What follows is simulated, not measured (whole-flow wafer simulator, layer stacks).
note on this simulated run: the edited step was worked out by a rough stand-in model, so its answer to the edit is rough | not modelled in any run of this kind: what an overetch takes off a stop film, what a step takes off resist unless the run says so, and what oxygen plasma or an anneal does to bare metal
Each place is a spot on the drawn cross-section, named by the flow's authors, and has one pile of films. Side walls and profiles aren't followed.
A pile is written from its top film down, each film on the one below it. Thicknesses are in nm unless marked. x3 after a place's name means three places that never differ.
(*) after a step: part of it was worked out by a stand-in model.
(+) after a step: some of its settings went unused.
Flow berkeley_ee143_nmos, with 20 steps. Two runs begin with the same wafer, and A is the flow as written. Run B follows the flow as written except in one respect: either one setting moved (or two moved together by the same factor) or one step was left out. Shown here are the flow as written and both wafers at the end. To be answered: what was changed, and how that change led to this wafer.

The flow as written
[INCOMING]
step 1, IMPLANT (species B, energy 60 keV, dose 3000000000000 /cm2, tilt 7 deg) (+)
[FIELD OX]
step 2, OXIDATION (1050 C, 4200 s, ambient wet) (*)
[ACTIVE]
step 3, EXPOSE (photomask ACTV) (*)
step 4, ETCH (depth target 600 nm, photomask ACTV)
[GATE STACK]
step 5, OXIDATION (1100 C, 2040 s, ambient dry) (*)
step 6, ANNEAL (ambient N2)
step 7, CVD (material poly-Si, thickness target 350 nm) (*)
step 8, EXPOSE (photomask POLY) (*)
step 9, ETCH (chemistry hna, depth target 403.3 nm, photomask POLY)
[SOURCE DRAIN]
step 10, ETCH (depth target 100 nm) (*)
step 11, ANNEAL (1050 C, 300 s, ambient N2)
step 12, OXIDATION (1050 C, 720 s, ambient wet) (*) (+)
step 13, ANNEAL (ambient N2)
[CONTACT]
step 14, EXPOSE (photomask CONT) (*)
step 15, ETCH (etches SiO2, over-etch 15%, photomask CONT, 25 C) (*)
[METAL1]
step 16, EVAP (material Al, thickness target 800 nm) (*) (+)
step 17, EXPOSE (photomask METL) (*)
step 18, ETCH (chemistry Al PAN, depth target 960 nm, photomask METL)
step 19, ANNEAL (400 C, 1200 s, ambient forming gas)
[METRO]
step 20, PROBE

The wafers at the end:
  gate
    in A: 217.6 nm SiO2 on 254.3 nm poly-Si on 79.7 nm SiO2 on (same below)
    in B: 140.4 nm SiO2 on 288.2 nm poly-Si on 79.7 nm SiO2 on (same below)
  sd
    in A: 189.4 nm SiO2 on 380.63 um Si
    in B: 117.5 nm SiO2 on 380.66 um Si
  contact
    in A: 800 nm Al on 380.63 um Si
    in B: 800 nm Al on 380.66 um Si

The reason: step 12, OXIDATION: 378 s was run, whereas the flow has 720 s.

The path from the change to this, step by step:
  step 12, OXIDATION (1050 C, 720 s, ambient wet) (*) (+)
      sd, contact: A +189.4 SiO2 (new film), -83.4 Si | B +117.5 SiO2 (new film), -51.7 Si
      gate: A +217.6 SiO2 (new film), -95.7 poly-Si | B +140.4 SiO2 (new film), -61.8 poly-Si
      (as well as at 1 more place)
  step 15, ETCH (etches SiO2, over-etch 15%, photomask CONT, 25 C) (*)
      contact: A -189.4 SiO2 (all of it) | B -117.5 SiO2 (all of it)
